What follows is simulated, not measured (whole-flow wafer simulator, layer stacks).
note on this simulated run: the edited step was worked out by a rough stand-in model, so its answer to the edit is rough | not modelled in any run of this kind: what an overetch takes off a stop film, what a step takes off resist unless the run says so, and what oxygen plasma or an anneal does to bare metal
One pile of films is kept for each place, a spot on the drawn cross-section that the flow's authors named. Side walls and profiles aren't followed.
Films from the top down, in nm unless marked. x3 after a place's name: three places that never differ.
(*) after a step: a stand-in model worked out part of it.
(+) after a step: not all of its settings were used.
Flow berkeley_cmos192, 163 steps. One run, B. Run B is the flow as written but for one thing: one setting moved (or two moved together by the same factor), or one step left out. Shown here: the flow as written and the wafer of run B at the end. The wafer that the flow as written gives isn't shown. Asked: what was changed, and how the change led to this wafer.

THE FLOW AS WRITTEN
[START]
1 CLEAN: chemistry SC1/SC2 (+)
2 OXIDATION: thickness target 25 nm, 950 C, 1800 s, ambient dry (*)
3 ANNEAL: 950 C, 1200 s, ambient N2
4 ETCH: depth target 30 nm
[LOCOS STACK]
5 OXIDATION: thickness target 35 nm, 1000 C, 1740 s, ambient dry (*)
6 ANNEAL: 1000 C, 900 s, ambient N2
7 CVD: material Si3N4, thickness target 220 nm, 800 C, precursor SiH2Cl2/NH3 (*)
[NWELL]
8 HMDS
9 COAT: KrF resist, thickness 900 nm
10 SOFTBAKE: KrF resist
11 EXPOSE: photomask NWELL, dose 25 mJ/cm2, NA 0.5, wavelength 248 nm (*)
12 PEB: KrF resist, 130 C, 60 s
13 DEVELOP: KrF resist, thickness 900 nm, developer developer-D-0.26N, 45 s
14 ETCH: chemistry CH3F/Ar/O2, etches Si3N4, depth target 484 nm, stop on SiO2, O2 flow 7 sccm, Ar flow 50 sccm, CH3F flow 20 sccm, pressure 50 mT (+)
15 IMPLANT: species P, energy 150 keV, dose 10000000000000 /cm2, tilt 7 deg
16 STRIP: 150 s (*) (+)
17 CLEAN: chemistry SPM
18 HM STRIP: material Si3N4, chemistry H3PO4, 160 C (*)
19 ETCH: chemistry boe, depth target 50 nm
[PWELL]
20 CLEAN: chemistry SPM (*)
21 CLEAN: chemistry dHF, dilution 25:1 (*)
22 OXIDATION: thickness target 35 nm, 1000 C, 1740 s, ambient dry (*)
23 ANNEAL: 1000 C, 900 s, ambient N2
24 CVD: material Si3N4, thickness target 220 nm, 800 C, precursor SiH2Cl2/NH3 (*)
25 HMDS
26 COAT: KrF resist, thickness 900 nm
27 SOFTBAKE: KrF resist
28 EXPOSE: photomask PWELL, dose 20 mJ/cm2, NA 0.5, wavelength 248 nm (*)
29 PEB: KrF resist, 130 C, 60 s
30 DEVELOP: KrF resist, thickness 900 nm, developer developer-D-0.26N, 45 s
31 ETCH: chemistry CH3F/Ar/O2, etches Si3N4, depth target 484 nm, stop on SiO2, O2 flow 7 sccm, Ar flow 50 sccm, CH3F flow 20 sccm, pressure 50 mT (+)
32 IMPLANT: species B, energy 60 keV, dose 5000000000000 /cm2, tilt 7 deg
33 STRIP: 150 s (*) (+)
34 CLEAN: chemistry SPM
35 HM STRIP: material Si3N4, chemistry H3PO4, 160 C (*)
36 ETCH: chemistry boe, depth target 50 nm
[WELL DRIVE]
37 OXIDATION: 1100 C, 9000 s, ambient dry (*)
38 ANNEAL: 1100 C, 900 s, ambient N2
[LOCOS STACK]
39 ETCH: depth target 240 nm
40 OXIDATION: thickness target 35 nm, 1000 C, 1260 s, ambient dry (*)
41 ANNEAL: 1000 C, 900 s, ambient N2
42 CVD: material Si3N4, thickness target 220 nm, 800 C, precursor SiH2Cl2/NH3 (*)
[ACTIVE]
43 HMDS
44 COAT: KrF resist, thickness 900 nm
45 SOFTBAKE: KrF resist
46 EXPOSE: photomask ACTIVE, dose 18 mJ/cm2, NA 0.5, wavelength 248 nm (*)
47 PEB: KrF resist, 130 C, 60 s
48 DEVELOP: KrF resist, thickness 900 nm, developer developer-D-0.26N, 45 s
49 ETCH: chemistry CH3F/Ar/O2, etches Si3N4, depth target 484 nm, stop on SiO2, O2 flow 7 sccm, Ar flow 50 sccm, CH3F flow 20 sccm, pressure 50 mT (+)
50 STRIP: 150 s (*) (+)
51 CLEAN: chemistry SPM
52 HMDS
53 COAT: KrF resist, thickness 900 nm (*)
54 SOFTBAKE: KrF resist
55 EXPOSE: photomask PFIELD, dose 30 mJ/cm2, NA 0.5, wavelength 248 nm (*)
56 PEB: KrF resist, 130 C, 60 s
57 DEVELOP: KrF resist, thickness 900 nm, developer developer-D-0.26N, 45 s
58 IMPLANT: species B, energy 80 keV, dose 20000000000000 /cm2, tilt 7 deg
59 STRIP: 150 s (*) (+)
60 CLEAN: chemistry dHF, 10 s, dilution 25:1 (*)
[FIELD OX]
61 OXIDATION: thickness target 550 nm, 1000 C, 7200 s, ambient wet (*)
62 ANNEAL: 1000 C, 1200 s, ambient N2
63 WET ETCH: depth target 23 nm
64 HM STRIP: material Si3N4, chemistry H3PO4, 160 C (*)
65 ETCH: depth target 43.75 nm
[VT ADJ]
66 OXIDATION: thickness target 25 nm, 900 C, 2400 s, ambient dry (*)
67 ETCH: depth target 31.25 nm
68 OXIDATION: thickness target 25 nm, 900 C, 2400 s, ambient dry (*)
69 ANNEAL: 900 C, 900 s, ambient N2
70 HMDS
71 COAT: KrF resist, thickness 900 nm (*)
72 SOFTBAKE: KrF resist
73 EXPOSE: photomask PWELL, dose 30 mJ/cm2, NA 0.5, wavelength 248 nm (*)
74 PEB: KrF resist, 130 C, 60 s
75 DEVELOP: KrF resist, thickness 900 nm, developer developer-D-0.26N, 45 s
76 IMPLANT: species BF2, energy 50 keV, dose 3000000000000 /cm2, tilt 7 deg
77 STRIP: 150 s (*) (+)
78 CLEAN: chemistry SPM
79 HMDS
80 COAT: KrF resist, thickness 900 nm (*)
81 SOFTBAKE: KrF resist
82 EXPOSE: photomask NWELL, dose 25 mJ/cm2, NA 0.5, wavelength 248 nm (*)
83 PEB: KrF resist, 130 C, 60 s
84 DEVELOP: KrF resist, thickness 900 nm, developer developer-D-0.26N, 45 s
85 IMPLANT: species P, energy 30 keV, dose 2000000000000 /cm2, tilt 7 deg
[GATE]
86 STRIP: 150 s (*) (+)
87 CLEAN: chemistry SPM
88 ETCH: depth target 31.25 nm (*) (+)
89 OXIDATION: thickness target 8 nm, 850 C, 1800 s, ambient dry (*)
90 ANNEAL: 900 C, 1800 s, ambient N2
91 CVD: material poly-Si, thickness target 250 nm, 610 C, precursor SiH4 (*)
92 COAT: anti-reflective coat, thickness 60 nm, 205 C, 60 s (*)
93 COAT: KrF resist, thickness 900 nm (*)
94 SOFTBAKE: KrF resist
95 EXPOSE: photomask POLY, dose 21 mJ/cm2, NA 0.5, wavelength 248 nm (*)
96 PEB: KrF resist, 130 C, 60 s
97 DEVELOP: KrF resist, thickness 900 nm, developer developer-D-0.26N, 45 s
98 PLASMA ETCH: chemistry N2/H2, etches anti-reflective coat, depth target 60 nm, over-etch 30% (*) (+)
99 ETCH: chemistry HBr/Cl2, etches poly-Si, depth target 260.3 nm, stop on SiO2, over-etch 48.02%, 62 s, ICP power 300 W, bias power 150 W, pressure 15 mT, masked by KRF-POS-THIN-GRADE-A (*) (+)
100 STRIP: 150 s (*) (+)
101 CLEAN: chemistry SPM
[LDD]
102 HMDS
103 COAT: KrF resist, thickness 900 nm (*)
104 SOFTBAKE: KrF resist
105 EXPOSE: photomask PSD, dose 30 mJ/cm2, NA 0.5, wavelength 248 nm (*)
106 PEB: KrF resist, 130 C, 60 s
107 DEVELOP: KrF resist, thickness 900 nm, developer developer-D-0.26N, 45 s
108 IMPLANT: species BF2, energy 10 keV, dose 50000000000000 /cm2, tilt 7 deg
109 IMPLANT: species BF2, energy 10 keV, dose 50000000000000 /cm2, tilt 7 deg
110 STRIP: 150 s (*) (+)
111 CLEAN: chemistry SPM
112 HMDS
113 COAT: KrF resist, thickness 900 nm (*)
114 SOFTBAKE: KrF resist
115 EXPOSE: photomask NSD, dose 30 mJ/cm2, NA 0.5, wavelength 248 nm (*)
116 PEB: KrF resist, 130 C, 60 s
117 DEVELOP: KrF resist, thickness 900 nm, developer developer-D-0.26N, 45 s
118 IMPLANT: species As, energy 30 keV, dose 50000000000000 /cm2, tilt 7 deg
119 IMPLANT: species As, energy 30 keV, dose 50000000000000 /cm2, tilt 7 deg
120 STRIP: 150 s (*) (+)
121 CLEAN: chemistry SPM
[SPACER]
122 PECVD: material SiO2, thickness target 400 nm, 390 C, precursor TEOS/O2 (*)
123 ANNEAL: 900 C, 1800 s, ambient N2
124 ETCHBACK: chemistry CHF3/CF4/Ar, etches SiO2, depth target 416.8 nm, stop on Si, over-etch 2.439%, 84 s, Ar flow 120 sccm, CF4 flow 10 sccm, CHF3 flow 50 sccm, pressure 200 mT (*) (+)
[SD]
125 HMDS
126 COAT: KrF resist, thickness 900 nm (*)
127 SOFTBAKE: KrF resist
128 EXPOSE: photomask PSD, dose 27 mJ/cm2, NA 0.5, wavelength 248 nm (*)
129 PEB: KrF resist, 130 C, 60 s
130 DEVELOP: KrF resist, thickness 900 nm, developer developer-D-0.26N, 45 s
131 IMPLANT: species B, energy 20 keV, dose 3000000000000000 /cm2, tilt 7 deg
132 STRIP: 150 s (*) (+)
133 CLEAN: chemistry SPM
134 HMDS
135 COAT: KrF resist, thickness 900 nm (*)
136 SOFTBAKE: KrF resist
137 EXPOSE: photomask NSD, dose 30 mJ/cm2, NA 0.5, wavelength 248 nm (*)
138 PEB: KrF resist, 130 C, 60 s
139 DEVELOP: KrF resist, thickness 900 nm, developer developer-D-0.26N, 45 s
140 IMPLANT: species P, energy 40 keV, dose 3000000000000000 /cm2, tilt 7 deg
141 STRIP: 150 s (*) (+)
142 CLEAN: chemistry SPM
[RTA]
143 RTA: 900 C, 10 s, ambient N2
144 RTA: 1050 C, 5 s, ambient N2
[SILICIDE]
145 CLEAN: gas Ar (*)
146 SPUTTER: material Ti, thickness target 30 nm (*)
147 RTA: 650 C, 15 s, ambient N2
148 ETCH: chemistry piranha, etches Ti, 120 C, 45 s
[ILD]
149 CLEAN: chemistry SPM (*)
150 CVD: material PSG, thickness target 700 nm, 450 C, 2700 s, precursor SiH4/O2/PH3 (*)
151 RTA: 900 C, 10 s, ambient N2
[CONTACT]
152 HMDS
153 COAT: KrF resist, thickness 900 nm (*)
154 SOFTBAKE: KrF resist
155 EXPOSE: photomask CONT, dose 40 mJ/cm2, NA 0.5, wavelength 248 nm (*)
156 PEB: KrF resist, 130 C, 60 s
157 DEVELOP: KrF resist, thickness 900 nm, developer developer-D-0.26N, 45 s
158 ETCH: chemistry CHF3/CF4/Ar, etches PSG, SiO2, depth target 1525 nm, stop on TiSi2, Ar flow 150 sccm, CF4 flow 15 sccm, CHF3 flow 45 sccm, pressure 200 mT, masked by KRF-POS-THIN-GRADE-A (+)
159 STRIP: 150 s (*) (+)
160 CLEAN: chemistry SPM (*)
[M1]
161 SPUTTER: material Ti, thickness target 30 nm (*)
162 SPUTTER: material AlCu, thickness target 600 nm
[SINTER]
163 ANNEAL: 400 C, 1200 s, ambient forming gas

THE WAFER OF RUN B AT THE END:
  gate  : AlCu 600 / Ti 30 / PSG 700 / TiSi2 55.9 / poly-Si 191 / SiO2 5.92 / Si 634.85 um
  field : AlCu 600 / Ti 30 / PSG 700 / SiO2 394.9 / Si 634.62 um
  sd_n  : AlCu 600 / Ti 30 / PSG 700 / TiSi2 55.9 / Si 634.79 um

The cause: step 89, OXIDATION: 827 C was run, where the flow has 850 C.

How the change led to this, step by step:
  89 OXIDATION: thickness target 8 nm, 850 C, 1800 s, ambient dry (*)
      sd_n, spacer_n, gate, sd_p, spacer_p, gate_p, contact, m1: SiO2 +5.92 (new film), Si -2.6 (as written it would be: SiO2 +7.48 (new film), Si -3.29)
